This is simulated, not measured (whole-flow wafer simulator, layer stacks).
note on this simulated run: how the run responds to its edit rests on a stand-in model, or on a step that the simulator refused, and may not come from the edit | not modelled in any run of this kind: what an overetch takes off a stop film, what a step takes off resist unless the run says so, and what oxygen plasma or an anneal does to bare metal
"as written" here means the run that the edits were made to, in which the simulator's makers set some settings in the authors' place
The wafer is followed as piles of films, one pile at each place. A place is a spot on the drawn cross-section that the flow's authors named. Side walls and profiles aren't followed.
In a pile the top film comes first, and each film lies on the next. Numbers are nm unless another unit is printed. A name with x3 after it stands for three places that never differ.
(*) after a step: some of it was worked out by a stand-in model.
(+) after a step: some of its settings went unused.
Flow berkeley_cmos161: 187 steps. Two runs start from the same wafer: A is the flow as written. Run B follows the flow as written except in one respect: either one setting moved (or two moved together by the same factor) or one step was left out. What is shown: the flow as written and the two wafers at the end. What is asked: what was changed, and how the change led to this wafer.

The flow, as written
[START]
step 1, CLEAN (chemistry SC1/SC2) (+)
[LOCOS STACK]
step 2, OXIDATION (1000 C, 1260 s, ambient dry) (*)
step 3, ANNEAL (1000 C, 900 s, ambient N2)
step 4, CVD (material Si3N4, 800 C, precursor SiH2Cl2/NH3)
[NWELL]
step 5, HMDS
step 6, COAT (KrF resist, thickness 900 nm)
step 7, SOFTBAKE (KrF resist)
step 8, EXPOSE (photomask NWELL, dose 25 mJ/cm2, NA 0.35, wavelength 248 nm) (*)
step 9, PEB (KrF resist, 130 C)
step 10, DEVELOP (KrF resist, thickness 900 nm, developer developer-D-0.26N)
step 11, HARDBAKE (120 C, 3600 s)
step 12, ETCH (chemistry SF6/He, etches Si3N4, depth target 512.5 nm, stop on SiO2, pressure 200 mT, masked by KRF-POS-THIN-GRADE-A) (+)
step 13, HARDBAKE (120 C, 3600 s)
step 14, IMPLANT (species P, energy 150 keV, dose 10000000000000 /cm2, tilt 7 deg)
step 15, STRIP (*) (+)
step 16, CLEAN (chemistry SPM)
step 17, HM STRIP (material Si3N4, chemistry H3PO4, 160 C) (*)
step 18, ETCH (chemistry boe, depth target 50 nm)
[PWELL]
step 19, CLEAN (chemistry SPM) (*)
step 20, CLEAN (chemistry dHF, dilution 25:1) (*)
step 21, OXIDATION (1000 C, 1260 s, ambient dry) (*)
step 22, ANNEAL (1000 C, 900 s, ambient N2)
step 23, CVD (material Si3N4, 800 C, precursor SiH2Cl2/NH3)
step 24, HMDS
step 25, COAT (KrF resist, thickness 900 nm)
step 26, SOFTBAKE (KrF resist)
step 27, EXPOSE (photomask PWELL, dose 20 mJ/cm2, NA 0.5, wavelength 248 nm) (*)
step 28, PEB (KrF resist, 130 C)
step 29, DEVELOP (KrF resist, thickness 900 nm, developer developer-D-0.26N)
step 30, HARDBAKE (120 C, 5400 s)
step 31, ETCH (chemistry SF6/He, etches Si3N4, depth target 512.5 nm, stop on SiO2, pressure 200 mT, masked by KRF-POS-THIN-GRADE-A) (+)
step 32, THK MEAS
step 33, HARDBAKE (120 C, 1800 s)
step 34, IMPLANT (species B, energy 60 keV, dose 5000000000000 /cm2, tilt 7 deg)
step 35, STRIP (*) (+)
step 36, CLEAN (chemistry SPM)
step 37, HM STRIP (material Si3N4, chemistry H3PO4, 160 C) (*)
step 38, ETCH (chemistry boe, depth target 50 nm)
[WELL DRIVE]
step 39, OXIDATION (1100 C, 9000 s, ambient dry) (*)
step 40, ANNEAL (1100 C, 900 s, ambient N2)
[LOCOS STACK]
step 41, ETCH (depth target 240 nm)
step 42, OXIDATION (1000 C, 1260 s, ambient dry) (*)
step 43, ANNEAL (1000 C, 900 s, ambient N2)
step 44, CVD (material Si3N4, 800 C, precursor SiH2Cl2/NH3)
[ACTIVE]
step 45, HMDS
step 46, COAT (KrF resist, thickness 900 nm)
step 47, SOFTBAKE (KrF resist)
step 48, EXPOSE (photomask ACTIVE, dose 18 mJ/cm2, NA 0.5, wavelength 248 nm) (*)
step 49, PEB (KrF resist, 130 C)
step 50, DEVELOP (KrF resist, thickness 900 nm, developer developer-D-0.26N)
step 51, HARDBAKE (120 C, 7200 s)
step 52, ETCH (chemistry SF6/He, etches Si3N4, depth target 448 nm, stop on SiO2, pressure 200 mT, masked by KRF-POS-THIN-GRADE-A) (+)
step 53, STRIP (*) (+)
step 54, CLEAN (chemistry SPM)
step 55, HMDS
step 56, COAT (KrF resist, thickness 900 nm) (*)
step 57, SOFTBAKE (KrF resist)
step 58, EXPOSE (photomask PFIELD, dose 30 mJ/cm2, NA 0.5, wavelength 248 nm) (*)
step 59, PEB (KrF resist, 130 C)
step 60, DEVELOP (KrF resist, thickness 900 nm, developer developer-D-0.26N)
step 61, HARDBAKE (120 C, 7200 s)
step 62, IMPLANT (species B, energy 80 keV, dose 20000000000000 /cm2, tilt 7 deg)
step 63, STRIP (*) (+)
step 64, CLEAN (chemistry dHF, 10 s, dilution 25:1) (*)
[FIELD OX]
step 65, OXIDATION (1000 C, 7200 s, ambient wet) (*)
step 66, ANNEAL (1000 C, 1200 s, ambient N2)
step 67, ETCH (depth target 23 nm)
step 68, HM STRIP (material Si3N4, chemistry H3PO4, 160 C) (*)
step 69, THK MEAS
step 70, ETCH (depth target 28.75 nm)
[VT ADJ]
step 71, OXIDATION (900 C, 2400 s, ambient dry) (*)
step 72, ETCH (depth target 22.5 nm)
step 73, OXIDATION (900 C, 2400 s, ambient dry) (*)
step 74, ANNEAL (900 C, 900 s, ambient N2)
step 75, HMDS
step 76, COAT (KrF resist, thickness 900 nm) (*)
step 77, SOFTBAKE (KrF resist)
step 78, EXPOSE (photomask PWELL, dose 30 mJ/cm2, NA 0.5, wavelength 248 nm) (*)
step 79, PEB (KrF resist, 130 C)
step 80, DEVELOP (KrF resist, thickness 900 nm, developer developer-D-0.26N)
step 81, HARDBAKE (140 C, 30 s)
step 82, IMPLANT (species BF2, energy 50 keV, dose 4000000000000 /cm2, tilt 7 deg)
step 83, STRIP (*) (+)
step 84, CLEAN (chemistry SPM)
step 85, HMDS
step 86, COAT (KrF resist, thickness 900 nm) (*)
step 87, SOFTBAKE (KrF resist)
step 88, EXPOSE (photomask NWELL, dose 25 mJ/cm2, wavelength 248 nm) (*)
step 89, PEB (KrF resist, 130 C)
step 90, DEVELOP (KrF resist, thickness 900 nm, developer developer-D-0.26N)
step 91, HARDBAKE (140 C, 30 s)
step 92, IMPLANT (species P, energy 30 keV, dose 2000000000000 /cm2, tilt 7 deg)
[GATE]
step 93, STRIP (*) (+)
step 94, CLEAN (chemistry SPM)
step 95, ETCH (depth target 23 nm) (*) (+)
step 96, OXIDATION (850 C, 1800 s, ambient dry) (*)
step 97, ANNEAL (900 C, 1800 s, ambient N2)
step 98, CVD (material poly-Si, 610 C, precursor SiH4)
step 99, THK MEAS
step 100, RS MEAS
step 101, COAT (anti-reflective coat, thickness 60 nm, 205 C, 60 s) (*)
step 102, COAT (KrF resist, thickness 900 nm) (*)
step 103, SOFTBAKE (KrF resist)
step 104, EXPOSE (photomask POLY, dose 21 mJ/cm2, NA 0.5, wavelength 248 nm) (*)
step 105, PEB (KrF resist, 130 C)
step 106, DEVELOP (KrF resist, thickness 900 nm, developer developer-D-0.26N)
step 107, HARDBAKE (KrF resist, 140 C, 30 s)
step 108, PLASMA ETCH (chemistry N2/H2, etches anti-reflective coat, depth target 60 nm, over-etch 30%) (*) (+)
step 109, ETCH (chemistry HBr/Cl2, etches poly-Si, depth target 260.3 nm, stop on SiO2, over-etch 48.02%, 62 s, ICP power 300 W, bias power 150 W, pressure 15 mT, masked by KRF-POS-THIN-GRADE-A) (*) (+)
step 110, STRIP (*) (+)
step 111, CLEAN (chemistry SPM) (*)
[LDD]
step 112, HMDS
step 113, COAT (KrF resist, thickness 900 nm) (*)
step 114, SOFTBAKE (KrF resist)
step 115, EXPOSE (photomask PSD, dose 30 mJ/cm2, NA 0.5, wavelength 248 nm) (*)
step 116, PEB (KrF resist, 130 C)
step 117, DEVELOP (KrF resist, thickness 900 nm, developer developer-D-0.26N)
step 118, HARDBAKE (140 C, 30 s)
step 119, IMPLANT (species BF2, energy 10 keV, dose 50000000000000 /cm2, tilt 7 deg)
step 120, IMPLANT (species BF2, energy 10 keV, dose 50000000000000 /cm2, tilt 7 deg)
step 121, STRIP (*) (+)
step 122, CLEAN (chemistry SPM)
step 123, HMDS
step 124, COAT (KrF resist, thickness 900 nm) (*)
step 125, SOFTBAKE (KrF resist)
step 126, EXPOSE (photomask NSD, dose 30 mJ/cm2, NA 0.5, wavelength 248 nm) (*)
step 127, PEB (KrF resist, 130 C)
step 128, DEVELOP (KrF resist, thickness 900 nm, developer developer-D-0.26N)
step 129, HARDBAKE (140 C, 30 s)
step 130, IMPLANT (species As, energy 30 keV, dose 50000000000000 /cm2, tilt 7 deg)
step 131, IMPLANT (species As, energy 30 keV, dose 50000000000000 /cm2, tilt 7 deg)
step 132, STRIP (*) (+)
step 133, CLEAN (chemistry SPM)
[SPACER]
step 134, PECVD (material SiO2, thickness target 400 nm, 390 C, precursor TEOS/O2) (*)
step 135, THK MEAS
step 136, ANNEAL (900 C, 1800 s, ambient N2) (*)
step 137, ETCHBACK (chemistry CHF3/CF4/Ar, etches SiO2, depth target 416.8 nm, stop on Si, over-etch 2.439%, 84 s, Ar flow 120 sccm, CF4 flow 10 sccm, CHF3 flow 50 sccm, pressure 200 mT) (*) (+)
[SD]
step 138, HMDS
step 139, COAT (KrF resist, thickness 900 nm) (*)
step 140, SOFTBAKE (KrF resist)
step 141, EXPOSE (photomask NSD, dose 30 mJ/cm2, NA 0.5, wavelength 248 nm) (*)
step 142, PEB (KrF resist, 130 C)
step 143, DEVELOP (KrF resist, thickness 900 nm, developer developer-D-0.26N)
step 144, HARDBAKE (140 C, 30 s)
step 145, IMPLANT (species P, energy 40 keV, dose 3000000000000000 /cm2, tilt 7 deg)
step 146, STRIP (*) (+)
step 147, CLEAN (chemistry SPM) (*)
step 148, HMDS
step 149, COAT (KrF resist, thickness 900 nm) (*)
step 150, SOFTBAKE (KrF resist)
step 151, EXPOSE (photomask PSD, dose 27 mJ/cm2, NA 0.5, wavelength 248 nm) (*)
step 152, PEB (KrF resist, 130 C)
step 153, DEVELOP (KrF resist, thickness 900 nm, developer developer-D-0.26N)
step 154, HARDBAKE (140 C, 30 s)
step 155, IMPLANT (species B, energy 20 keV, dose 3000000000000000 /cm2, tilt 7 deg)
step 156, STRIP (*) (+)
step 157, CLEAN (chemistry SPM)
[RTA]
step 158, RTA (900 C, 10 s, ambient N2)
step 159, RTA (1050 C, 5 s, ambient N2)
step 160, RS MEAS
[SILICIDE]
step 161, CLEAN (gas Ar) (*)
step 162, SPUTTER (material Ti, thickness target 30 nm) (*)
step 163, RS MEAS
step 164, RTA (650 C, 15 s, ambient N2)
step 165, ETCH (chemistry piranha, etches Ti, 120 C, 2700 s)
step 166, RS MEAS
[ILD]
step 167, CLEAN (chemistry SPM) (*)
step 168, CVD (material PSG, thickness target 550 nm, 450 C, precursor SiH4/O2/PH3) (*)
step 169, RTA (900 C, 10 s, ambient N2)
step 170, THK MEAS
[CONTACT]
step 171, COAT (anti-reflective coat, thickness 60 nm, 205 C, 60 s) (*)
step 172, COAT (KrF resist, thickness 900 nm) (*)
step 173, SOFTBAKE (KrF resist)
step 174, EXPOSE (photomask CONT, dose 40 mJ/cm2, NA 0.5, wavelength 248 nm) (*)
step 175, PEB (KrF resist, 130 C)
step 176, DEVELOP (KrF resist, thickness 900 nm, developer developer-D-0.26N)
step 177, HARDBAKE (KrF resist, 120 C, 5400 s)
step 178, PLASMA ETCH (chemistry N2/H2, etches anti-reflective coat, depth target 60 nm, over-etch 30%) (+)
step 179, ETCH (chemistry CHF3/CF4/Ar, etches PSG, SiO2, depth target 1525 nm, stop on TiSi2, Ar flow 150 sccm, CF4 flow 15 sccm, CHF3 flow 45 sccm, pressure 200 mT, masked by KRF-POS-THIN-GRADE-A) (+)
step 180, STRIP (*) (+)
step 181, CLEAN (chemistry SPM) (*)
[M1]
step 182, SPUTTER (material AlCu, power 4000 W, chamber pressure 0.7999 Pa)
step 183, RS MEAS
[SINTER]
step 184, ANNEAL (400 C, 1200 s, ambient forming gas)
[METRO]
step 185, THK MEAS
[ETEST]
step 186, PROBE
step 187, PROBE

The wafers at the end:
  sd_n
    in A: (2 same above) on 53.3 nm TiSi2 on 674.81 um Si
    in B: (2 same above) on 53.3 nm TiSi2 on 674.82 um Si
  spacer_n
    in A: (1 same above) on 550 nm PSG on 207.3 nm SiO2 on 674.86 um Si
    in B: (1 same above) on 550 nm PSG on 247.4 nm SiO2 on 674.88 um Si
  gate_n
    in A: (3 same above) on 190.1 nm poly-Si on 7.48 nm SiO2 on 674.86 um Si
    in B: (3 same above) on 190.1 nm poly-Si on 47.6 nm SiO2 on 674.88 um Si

The reason: step 41, ETCH: depth target 103 nm was run, though the flow has depth target 240 nm.

Step by step, how the change led to this:
  step 41, ETCH (depth target 240 nm)
      field, sd_n, spacer_n and 6 more: A -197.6 SiO2 (all of it) | B -103 SiO2
  step 42, OXIDATION (1000 C, 1260 s, ambient dry) (*)
      field, sd_n, spacer_n and 6 more: A +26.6 SiO2 (new film), -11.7 Si | B +11.9 SiO2, -5.26 Si
  step 65, OXIDATION (1000 C, 7200 s, ambient wet) (*)
      sd_n, sd_p: A +12.1 SiO2 (new film), -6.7 Si3N4, +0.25 SiO2, -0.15 Si | B +12.1 SiO2 (new film), -6.7 Si3N4
      field: A +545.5 SiO2, -240 Si | B +494.3 SiO2, -217.5 Si
  step 70, ETCH (depth target 28.75 nm)
      spacer_n, gate_n, spacer_p, gate_p, contact, m1: A -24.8 SiO2 (all of it) | B -28.8 SiO2
      sd_n, sd_p: A -25 SiO2 (all of it) | B -28.8 SiO2
  step 71, OXIDATION (900 C, 2400 s, ambient dry) (*)
      sd_n, spacer_n, gate_n, sd_p, spacer_p, gate_p, contact, m1: A +14.9 SiO2 (new film), -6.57 Si | B +7.21 SiO2, -3.17 Si
  step 72, ETCH (depth target 22.5 nm)
      sd_n, spacer_n, gate_n, sd_p, spacer_p, gate_p, contact, m1: A -14.9 SiO2 (all of it) | B -22.5 SiO2
  step 73, OXIDATION (900 C, 2400 s, ambient dry) (*)
      sd_n, spacer_n, gate_n, sd_p, spacer_p, gate_p, contact, m1: A +14.9 SiO2 (new film), -6.57 Si | B +6.79 SiO2, -2.99 Si
  step 95, ETCH (depth target 23 nm) (*) (+)
      sd_n, spacer_n, gate_n, sd_p, spacer_p, gate_p, contact, m1: A -14.9 SiO2 (all of it) | B -23 SiO2
  step 96, OXIDATION (850 C, 1800 s, ambient dry) (*)
      sd_n, spacer_n, gate_n, sd_p, spacer_p, gate_p, contact, m1: A +7.48 SiO2 (new film), -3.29 Si | B +3.07 SiO2, -1.35 Si
  step 101, COAT (anti-reflective coat, thickness 60 nm, 205 C, 60 s) (*)
      spacer_n: A +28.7 anti-reflective coat (new film) | B +28 anti-reflective coat (new film)
  step 108, PLASMA ETCH (chemistry N2/H2, etches anti-reflective coat, depth target 60 nm, over-etch 30%) (*) (+)
      spacer_n: A -28.7 anti-reflective coat (all of it), -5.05 poly-Si | B -28 anti-reflective coat (all of it), -5.16 poly-Si
  step 137, ETCHBACK (chemistry CHF3/CF4/Ar, etches SiO2, depth target 416.8 nm, stop on Si, over-etch 2.439%, 84 s, Ar flow 120 sccm, CF4 flow 10 sccm, CHF3 flow 50 sccm, pressure 200 mT) (*) (+)
      sd_n: A -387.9 SiO2 (all of it) | B -427 SiO2
      contact: A -387.7 SiO2 (all of it) | B -427 SiO2
      (and at 2 other places as well)
  step 139, COAT (KrF resist, thickness 900 nm) (*)
      sd_n: A +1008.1 KrF resist (new film) | B +1033.2 KrF resist (new film)
      sd_p: A +1012.1 KrF resist (new film) | B +1036.5 KrF resist (new film)
      (and at 1 other place as well)
  step 143, DEVELOP (KrF resist, thickness 900 nm, developer developer-D-0.26N)
      sd_n: A -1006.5 KrF resist (all of it) | B -1031.5 KrF resist (all of it)
  step 144, HARDBAKE (140 C, 30 s)
      sd_p: A -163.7 KrF resist | B -167.6 KrF resist
      m1: A -161.9 KrF resist | B -165.5 KrF resist
  step 146, STRIP (*) (+)
      sd_n, contact: A +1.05 chemical SiO2 (new film), -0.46 Si | B nothing
      m1: A +0.8 chemical SiO2 (new film), -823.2 KrF resist (all of it), -0.35 Si | B -841.8 KrF resist (all of it)
      (and at 1 other place as well)
  ... another 9 steps ...
  step 182, SPUTTER (material AlCu, power 4000 W, chamber pressure 0.7999 Pa)
      sd_p: A +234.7 AlCu (new film) | B +224.5 AlCu (new film)
